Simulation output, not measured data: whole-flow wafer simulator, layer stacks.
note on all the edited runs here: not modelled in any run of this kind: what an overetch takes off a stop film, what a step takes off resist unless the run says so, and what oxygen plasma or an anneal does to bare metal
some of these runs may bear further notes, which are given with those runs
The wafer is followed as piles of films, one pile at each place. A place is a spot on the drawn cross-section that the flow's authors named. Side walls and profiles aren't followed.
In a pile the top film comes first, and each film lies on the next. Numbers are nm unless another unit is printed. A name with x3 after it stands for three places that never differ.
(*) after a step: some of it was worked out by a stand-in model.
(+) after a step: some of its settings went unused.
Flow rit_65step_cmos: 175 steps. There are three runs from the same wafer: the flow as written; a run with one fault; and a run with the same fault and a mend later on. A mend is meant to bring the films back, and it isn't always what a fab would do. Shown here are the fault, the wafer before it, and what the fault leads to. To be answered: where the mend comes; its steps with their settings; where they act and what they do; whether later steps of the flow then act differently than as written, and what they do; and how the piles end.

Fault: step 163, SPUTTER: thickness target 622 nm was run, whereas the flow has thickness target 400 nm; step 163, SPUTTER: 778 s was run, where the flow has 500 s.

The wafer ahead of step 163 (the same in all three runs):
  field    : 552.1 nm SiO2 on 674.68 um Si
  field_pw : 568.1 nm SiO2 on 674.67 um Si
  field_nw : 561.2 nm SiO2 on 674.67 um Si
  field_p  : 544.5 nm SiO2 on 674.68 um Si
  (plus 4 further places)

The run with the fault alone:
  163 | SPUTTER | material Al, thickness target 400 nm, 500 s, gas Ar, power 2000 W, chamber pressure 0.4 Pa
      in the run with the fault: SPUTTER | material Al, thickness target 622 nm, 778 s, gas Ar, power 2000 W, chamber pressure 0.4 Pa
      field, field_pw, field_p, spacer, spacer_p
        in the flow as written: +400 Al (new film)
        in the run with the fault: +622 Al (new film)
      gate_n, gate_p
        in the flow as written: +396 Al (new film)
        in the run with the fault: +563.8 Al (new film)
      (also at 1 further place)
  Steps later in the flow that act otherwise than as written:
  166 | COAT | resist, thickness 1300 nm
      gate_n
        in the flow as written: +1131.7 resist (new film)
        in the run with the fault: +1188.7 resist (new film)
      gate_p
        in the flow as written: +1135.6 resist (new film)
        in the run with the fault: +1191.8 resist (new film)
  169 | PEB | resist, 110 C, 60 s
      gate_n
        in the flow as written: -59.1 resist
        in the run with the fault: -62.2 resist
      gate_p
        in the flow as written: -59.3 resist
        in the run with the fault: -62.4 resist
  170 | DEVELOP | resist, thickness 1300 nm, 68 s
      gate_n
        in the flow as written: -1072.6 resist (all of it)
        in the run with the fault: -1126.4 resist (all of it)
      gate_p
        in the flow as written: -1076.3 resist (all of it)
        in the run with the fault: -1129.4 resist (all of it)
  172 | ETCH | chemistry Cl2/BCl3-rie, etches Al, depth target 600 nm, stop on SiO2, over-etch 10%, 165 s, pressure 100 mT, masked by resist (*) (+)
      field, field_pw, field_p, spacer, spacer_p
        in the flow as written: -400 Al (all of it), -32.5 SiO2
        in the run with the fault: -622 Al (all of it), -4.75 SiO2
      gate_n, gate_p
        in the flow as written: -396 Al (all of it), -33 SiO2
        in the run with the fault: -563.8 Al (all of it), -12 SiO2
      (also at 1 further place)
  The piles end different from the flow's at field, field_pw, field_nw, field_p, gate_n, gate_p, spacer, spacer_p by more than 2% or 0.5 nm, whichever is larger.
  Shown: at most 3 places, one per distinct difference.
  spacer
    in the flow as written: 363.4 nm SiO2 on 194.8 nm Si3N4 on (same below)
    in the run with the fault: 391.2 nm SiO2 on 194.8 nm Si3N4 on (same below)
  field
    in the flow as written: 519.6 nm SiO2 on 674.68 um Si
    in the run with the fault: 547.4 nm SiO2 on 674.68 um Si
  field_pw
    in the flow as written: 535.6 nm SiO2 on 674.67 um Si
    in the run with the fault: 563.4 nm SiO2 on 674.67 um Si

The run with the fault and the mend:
  After step 164 comes the mend.
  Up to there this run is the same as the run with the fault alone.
  164a | ETCH | chemistry al pan, depth target 705.7 nm
      field, field_pw, field_nw, field_p, spacer, spacer_p
        -622 Al (all of it)
      gate_n, gate_p
        -563.8 Al (all of it)
  164b | SPUTTER | material Al, thickness target 400 nm, 500 s, gas Ar, power 2000 W, chamber pressure 0.4 Pa (the flow's step 163, run once more)
      field, field_pw, field_p, spacer, spacer_p
        +400 Al (new film)
      gate_n, gate_p
        +396 Al (new film)
      field_nw
        +397.2 Al (new film)
  Later steps of the flow that are run all act as written at every place that is followed.
  The piles end the same as the flow's at every place that both follow.
